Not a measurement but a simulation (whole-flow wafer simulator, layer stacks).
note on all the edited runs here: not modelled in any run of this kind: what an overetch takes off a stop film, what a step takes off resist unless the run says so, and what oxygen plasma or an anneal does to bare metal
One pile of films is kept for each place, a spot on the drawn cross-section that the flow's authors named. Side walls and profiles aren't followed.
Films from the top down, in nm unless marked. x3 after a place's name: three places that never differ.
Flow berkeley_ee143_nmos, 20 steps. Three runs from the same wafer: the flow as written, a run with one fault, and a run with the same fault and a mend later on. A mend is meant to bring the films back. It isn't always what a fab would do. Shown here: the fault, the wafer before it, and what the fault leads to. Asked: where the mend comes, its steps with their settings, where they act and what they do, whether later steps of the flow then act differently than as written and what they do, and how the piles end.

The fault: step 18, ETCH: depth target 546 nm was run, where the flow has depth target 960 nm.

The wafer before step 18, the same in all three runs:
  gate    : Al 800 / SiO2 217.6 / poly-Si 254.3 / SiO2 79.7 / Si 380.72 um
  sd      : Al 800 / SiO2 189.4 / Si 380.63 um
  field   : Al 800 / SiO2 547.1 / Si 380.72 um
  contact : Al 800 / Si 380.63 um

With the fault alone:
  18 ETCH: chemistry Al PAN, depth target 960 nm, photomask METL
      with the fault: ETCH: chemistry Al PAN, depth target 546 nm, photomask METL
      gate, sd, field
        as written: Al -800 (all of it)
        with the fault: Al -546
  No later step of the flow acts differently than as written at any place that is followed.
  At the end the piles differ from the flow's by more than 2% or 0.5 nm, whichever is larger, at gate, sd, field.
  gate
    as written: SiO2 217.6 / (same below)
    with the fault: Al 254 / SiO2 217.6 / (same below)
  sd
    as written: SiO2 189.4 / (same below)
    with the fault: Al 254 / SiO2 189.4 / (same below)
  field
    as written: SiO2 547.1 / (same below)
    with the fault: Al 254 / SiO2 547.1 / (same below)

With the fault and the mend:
  The mend comes after step 18.
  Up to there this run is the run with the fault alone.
  18a ETCH: chemistry Al PAN, depth target 414 nm, photomask METL (the flow's step 18 once more, with other settings)
      gate, sd, field
        Al -254 (all of it)
  No later step of the flow acts differently than as written at any place that is followed.
  At the end the piles are the same as the flow's at every place that both follow.
